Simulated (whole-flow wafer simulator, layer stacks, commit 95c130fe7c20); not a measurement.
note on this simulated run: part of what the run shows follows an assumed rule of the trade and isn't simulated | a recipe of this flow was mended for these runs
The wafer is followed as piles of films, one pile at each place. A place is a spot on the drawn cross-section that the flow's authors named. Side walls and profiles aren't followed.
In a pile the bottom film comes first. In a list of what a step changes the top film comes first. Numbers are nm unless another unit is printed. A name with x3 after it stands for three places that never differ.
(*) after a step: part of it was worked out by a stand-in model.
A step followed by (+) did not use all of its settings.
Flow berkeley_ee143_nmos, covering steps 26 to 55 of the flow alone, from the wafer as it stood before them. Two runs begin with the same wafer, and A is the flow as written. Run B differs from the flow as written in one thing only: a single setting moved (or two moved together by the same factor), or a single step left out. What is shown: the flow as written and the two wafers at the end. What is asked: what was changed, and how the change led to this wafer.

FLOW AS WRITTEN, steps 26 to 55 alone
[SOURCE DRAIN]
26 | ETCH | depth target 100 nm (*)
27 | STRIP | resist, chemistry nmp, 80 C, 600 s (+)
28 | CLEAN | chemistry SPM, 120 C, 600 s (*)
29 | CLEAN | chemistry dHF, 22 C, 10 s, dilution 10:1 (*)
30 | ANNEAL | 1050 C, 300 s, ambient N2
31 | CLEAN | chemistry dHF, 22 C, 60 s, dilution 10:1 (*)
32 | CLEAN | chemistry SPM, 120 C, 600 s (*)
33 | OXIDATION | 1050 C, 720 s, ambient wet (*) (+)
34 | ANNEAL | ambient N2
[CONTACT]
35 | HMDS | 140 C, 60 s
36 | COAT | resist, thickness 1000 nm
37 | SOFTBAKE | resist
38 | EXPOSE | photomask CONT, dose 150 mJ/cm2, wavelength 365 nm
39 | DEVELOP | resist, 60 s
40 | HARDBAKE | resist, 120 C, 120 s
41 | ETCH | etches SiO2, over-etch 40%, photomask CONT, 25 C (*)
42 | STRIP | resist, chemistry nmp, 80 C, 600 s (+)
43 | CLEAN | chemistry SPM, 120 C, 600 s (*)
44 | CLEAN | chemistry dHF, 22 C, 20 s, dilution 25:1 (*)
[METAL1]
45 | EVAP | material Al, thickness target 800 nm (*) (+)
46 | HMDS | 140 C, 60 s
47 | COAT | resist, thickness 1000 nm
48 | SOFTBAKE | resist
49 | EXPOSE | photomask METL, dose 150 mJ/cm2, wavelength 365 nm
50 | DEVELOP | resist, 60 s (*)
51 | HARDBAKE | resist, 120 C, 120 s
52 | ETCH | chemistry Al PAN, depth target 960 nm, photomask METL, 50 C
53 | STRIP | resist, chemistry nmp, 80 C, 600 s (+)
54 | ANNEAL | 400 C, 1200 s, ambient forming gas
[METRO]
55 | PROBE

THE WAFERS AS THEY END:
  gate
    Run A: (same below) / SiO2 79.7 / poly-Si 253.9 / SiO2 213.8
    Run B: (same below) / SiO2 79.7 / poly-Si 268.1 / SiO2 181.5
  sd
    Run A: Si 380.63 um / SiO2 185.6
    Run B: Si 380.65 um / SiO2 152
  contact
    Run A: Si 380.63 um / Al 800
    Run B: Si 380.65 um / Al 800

Cause: step 33, OXIDATION: 1027 C was run, whereas the flow has 1050 C.

Step by step, how the change led to this:
  33 | OXIDATION | 1050 C, 720 s, ambient wet (*) (+)
      sd, contact: A +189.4 SiO2 (new film), -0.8 chemical SiO2 (all of it), -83 Si | B +155.8 SiO2 (new film), -0.8 chemical SiO2 (all of it), -68.2 Si
      gate: A +217.6 SiO2 (new film), -0.8 chemical SiO2 (all of it), -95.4 poly-Si | B +185.4 SiO2 (new film), -0.8 chemical SiO2 (all of it), -81.2 poly-Si
      (also at 1 further place)
  41 | ETCH | etches SiO2, over-etch 40%, photomask CONT, 25 C (*)
      contact: A -189.4 SiO2 (all of it) | B -155.8 SiO2 (all of it)
